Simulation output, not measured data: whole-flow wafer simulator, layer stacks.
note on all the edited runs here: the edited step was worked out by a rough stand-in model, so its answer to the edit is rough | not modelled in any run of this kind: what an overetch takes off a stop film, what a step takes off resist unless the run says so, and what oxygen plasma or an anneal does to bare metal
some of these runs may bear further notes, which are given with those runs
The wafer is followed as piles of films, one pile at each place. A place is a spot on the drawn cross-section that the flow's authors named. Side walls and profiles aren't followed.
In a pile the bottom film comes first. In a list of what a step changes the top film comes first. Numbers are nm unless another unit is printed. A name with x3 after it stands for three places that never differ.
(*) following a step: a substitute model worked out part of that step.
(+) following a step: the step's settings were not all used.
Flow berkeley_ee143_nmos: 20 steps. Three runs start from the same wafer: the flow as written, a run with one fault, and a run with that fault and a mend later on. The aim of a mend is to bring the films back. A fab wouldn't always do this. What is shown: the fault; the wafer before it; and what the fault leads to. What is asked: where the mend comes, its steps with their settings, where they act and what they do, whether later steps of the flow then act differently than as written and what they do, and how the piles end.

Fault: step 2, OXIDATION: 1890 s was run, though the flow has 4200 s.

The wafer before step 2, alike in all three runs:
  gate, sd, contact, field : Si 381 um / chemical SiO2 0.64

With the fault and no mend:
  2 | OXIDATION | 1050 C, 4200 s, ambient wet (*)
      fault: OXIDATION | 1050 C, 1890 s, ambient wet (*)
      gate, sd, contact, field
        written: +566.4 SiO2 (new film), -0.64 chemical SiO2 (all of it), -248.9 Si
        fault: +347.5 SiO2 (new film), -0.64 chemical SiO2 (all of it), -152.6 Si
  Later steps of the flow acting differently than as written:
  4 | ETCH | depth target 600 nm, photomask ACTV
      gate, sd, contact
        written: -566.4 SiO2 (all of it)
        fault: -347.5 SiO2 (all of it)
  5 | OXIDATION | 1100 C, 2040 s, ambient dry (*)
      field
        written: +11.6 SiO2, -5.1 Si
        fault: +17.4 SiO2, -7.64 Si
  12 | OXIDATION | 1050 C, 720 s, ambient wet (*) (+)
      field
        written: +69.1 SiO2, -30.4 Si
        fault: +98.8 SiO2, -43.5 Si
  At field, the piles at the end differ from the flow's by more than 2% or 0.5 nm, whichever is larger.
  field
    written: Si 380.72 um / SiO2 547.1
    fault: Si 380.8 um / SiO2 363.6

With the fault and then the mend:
  The mend follows step 2.
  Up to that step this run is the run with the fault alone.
  2a | OXIDATION | 1050 C, 2310 s, ambient wet (*) (the flow's step 2, run once more with other settings)
      gate, sd, contact, field
        +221 SiO2, -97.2 Si
  Later steps of the flow that are run all act as written at every place that is followed, up to a difference of at most 2% or 0.5 nm, whichever is larger.
  At the end the piles are close to the flow's at the places that both follow, differing by at most 2% or 0.5 nm, whichever is larger.
